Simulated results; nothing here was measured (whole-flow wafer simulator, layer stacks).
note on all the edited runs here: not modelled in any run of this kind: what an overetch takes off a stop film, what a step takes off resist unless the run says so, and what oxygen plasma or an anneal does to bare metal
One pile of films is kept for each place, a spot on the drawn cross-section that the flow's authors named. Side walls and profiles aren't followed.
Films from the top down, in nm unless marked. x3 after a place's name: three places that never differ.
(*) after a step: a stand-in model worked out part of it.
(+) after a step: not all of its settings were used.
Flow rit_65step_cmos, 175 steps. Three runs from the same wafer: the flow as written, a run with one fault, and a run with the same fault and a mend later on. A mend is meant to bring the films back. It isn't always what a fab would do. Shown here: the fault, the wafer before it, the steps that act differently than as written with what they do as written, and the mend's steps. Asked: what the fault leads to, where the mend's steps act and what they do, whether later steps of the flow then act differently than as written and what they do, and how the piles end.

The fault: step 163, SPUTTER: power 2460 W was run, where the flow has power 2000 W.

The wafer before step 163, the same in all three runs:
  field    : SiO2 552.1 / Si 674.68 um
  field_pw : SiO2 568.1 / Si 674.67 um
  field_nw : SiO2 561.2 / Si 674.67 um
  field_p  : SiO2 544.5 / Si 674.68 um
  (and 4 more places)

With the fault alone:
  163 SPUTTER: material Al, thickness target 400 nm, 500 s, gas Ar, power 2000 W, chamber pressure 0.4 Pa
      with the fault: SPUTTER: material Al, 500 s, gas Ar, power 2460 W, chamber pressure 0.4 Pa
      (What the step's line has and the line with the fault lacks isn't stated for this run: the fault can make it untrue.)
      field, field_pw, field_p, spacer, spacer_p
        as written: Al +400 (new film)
        with the fault: Al +492 (new film)
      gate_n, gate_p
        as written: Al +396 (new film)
        with the fault: Al +480.9 (new film)
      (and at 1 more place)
  Later steps of the flow that act differently than as written (3 more steps differ only slightly, by at most 2% or 0.5 nm, whichever is larger, and aren't shown):
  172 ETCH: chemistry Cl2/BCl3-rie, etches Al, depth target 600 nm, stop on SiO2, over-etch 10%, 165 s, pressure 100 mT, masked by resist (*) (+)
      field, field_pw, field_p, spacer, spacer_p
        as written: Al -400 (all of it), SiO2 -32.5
        with the fault: Al -492 (all of it), SiO2 -21
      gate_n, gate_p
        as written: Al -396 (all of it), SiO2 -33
        with the fault: Al -480.9 (all of it), SiO2 -22.4
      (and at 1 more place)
  At the end the piles differ from the flow's by more than 2% or 0.5 nm, whichever is larger, at field, field_pw, field_nw, field_p, gate_n, gate_p, spacer, spacer_p.
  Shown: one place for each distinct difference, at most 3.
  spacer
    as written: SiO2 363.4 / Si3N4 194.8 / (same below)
    with the fault: SiO2 374.9 / Si3N4 194.8 / (same below)
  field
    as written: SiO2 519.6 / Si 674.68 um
    with the fault: SiO2 531.1 / Si 674.68 um
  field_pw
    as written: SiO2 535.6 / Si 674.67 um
    with the fault: SiO2 547.1 / Si 674.67 um

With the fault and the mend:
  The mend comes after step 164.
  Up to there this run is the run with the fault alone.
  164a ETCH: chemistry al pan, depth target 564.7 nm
      field, field_pw, field_nw, field_p, spacer, spacer_p
        Al -492 (all of it)
      gate_n, gate_p
        Al -480.9 (all of it)
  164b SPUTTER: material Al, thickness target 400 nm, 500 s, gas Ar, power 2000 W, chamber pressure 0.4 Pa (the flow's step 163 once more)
      field, field_pw, field_p, spacer, spacer_p
        Al +400 (new film)
      gate_n, gate_p
        Al +396 (new film)
      field_nw
        Al +397.2 (new film)
  No later step of the flow acts differently than as written at any place that is followed.
  At the end the piles are the same as the flow's at every place that both follow.
